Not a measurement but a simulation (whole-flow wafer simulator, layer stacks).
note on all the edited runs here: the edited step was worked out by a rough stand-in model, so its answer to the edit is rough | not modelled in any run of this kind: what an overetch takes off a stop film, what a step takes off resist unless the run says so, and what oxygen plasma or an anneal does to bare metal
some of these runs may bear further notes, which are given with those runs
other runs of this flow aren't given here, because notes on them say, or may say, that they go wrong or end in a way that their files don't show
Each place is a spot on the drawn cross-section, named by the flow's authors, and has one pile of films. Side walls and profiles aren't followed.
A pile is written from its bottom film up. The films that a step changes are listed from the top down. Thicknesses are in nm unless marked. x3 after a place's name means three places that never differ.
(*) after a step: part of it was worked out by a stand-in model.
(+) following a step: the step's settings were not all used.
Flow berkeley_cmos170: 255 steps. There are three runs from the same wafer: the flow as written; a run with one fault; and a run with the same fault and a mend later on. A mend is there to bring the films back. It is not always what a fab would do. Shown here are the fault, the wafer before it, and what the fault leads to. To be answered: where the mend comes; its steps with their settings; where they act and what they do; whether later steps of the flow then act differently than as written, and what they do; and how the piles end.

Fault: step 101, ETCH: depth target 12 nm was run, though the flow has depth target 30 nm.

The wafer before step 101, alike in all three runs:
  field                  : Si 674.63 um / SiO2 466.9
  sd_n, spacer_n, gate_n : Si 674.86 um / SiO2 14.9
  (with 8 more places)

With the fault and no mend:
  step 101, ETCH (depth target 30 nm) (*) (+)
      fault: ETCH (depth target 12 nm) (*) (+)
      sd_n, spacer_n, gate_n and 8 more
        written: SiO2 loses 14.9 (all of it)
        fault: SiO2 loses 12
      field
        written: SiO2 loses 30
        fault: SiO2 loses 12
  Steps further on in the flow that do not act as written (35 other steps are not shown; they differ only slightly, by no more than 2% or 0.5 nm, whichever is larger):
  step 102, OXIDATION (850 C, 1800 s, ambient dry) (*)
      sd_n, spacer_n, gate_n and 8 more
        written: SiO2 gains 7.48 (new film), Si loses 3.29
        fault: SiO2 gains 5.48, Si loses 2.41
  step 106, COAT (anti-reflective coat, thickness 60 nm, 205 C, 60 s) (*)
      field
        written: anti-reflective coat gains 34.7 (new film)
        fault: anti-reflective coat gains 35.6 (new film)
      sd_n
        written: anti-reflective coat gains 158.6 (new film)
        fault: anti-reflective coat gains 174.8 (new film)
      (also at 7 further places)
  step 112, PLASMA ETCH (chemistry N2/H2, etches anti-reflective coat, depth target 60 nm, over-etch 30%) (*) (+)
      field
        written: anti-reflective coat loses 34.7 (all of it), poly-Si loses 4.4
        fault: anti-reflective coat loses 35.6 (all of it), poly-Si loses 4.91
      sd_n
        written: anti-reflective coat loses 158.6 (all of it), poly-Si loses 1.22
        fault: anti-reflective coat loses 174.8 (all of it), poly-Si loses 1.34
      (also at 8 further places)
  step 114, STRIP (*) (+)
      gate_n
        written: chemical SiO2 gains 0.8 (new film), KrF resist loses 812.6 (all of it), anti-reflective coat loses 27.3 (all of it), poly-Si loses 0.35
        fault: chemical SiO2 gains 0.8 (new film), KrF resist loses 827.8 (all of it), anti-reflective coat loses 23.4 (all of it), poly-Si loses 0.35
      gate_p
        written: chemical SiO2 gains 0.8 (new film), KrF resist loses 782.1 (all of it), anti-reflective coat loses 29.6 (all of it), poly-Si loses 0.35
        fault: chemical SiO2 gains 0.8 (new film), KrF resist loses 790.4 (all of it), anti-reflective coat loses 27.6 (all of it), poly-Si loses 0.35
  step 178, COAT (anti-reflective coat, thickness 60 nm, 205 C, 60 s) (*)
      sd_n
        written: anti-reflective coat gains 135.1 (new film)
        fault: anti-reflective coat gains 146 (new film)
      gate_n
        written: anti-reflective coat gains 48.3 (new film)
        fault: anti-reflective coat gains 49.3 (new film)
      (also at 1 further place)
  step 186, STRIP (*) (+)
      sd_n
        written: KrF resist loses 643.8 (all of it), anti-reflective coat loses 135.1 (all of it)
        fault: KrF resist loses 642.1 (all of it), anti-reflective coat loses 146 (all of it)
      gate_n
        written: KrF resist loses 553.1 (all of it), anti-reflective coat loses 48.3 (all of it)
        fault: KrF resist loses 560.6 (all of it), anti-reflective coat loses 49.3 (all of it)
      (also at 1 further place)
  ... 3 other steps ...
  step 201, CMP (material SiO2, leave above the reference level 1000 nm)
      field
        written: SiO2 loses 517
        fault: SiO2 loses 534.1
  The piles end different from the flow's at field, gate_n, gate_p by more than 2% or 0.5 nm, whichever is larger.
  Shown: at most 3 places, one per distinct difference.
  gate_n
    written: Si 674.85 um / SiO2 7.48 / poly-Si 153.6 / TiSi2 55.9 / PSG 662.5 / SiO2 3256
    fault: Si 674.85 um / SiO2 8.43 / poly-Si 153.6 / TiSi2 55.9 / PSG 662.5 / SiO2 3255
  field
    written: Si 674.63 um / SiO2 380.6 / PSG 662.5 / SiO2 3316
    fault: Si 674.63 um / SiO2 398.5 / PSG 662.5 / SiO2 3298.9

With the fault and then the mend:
  The mend follows step 101.
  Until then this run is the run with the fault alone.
  step 101a, ETCH (depth target 18 nm) (*) (+) (the flow's step 101 again, with other settings)
      sd_n, spacer_n, gate_n and 8 more
        SiO2 loses 2.94 (all of it)
      field
        SiO2 loses 18
  Later steps of the flow that are run all act as written at every place that is followed.
  At every place that both follow, the piles at the end match the flow's.
